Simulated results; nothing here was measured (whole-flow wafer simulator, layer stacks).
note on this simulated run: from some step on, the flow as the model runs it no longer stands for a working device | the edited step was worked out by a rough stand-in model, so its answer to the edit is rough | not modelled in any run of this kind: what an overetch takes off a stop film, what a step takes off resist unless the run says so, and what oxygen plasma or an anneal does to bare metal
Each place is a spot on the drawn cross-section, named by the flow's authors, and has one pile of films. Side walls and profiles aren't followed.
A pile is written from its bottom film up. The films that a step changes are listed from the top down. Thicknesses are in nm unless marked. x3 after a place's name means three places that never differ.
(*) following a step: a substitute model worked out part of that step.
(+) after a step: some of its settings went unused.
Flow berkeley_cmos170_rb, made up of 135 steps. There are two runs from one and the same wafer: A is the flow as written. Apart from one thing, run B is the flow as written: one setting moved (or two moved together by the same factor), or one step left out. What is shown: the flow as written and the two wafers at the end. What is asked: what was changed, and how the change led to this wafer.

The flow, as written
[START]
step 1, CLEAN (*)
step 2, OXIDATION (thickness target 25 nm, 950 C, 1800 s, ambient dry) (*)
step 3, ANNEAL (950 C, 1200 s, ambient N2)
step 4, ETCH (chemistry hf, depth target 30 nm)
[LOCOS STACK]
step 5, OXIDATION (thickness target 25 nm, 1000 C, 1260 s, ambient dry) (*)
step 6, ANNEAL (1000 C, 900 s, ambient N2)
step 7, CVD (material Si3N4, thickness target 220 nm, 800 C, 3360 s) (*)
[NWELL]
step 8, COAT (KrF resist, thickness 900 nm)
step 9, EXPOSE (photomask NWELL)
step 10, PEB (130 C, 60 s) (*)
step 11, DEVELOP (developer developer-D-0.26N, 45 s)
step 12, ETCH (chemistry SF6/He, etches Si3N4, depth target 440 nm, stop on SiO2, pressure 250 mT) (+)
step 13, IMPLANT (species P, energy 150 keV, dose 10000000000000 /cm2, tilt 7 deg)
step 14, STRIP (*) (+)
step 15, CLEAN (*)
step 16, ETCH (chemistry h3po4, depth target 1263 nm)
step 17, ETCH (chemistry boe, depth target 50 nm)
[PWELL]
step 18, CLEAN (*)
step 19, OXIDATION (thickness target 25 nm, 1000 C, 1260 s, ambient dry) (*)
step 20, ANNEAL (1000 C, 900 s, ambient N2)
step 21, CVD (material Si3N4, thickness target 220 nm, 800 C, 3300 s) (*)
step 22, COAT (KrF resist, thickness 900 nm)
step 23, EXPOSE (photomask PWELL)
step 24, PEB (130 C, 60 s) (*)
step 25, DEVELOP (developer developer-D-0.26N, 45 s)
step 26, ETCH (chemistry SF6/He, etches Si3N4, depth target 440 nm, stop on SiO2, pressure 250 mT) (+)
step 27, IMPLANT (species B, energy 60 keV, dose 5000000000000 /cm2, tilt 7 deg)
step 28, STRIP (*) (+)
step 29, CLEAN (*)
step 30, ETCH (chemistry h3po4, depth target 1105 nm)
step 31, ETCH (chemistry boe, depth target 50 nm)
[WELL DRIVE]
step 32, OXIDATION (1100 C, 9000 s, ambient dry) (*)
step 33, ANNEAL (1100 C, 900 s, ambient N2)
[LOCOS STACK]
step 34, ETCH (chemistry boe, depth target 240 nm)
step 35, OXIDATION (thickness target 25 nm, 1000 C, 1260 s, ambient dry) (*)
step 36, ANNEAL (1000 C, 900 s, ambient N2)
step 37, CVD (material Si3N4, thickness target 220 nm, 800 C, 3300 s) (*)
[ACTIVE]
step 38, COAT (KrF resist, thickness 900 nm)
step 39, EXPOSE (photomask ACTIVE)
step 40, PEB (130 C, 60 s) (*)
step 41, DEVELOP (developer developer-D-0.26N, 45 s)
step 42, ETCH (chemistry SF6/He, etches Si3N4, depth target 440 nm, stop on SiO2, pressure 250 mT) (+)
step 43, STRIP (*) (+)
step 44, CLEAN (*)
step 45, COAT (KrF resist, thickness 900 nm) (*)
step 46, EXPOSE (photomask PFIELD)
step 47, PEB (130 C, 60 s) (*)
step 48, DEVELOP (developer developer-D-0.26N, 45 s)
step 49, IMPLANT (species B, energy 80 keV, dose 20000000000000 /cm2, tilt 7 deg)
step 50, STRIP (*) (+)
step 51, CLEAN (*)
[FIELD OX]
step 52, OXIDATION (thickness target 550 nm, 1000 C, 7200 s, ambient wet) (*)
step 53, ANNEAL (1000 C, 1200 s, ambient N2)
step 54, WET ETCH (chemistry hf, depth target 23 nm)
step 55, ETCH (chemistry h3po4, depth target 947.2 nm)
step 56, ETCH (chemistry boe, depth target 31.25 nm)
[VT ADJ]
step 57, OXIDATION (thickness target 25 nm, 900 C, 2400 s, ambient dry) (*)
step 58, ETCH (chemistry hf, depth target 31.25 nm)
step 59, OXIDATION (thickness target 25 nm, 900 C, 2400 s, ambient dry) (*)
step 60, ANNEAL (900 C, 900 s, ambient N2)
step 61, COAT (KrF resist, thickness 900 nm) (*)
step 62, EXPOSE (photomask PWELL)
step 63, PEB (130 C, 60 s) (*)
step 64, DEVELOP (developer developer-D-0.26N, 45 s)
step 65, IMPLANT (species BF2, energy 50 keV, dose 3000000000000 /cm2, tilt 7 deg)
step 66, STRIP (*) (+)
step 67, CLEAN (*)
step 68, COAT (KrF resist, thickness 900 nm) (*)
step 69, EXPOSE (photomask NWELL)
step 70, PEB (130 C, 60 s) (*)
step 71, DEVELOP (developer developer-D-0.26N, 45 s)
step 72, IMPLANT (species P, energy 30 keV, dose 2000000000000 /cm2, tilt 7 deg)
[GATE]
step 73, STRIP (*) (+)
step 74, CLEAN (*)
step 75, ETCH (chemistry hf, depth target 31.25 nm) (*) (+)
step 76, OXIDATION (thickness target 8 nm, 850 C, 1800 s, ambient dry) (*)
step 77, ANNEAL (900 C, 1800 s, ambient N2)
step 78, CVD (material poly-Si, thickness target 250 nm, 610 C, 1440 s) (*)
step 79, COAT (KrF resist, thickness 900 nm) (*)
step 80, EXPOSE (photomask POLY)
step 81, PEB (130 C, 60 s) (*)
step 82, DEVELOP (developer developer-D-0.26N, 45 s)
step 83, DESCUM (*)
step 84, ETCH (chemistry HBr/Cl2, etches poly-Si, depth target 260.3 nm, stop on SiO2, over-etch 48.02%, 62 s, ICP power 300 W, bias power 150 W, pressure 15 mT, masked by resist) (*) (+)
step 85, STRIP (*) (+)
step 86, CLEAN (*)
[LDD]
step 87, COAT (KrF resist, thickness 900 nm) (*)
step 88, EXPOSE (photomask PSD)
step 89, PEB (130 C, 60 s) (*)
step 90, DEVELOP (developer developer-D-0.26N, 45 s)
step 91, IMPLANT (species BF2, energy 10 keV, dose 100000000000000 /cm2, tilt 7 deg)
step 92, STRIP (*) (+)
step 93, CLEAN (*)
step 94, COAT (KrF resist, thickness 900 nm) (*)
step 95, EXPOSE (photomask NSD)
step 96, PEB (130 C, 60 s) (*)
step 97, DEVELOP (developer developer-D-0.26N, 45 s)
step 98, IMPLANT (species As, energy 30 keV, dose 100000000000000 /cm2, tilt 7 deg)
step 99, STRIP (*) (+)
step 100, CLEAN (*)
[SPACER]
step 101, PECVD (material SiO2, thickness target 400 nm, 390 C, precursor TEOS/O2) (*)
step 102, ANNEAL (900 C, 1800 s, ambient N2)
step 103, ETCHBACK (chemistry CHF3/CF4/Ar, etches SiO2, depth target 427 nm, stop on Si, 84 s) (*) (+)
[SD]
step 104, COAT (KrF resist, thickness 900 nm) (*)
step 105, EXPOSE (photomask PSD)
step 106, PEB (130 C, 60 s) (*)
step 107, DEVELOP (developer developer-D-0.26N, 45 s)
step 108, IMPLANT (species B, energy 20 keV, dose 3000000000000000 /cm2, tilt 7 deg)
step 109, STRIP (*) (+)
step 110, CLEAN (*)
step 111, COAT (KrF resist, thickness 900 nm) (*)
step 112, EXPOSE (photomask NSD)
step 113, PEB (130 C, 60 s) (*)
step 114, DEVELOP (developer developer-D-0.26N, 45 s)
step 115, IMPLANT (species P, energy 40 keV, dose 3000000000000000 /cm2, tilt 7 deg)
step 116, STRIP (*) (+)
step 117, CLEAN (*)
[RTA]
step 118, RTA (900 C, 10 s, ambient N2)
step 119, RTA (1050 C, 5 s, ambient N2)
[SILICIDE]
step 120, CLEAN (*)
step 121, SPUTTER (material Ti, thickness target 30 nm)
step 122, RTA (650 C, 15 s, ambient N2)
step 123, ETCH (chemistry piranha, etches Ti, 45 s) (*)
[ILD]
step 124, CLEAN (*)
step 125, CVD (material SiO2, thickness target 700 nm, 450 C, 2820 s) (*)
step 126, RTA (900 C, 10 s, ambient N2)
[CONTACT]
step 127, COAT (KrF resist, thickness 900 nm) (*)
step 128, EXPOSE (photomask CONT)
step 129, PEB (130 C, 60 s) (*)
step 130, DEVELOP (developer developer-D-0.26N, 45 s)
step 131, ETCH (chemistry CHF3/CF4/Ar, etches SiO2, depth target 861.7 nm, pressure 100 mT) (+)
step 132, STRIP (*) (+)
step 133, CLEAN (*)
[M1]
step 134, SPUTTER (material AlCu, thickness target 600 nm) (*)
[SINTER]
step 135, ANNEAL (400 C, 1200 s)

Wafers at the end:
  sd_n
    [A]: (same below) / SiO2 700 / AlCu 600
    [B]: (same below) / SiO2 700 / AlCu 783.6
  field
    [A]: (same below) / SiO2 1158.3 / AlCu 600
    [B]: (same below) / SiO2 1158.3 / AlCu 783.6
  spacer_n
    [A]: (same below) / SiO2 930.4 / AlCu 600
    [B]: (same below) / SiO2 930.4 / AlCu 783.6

What caused this: step 134, SPUTTER: thickness target 783.6 nm was run, whereas the flow has thickness target 600 nm.
The wafer lets one read it off: sd_n has AlCu 783.6, and step 134 as written asks for 600 nm.

The path from the change to this, step by step:
  step 134, SPUTTER (material AlCu, thickness target 600 nm) (*)
      field, sd_n, spacer_n, gate, spacer_p, gate_p, m1: A +600 AlCu (new film) | B +783.6 AlCu (new film)
      sd_p: A +545.9 AlCu (new film) | B +722.2 AlCu (new film)
      (also at 1 further place)
